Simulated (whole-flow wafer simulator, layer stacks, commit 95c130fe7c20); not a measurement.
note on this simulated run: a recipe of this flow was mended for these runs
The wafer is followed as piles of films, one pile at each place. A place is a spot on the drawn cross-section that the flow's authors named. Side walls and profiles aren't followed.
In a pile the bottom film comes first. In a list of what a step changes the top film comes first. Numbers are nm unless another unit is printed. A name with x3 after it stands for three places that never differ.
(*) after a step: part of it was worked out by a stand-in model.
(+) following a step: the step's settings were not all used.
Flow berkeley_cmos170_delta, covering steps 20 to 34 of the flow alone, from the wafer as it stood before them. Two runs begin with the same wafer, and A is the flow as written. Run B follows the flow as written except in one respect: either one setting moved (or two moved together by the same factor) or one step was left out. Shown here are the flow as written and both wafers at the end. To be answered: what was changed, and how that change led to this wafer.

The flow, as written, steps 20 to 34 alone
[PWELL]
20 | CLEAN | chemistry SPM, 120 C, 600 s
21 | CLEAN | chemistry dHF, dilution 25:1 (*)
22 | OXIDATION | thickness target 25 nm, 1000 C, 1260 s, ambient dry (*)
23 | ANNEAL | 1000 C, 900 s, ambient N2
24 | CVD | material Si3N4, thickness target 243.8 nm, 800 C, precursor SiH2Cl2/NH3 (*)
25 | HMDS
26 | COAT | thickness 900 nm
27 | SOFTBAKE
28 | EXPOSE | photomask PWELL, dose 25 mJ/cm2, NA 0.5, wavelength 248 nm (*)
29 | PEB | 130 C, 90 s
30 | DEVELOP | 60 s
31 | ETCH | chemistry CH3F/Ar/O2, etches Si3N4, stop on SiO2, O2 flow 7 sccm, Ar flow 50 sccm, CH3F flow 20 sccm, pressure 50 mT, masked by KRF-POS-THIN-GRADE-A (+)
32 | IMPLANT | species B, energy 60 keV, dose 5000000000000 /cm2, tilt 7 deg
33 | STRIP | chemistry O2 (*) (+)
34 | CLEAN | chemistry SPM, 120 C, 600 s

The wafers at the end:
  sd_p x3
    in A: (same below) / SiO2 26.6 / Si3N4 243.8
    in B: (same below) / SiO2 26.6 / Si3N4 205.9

What caused this: step 24, CVD: thickness target 205.9 nm was run, whereas the flow has thickness target 243.8 nm.
The wafer lets one read it off: sd_p x3 has Si3N4 205.9, and step 24 as written asks for 243.8 nm.

The path from the change to this, step by step:
  24 | CVD | material Si3N4, thickness target 243.8 nm, 800 C, precursor SiH2Cl2/NH3 (*)
      field x6, sd_p x3: A +243.8 Si3N4 (new film) | B +205.9 Si3N4 (new film)
  31 | ETCH | chemistry CH3F/Ar/O2, etches Si3N4, stop on SiO2, O2 flow 7 sccm, Ar flow 50 sccm, CH3F flow 20 sccm, pressure 50 mT, masked by KRF-POS-THIN-GRADE-A (+)
      field x6: A -243.8 Si3N4 (all of it), -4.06 SiO2 | B -205.9 Si3N4 (all of it), -4.06 SiO2
      sd_p x3: A -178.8 KrF-resist | B -153.5 KrF-resist
  33 | STRIP | chemistry O2 (*) (+)
      sd_p x3: A -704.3 KrF-resist (all of it) | B -729.5 KrF-resist (all of it)
